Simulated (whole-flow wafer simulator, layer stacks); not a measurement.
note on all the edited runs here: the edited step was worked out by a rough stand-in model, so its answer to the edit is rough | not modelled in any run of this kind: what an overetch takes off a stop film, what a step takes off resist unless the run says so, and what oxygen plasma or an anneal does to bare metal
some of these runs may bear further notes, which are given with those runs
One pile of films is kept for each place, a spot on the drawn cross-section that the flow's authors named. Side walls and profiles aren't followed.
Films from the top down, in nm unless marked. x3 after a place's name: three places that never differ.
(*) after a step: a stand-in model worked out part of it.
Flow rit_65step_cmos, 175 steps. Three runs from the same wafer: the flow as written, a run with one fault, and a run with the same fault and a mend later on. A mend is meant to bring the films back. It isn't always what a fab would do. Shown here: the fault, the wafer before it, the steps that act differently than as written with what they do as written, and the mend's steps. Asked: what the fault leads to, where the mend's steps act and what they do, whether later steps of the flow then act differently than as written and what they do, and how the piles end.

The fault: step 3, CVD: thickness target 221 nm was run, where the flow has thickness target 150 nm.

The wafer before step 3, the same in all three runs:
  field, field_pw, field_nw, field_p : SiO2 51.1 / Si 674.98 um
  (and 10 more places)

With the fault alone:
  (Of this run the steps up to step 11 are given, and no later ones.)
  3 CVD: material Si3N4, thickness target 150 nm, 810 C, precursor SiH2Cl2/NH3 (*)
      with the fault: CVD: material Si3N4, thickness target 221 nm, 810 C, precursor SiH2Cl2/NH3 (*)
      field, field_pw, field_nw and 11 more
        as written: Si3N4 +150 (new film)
        with the fault: Si3N4 +221 (new film)
  No later step of the flow up to step 11 acts differently than as written at any place that is followed.
  After step 11 the piles differ from the flow's by more than 2% or 0.5 nm, whichever is larger, at field, field_pw, field_nw and 11 more.
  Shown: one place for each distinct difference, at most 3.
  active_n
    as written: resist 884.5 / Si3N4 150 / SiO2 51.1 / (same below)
    with the fault: resist 884.5 / Si3N4 221 / SiO2 51.1 / (same below)
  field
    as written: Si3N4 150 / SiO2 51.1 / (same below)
    with the fault: Si3N4 221 / SiO2 51.1 / (same below)

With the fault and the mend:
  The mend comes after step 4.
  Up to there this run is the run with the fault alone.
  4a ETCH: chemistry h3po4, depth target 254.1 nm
      field, field_pw, field_nw and 11 more
        Si3N4 -221 (all of it)
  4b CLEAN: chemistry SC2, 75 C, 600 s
      changes no film at any place that is followed
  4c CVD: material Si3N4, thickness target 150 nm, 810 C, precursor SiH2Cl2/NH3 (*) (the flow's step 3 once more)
      field, field_pw, field_nw and 11 more
        Si3N4 +150 (new film)
  No later step of the flow acts differently than as written at any place that is followed.
  At the end the piles are the same as the flow's at every place that both follow.
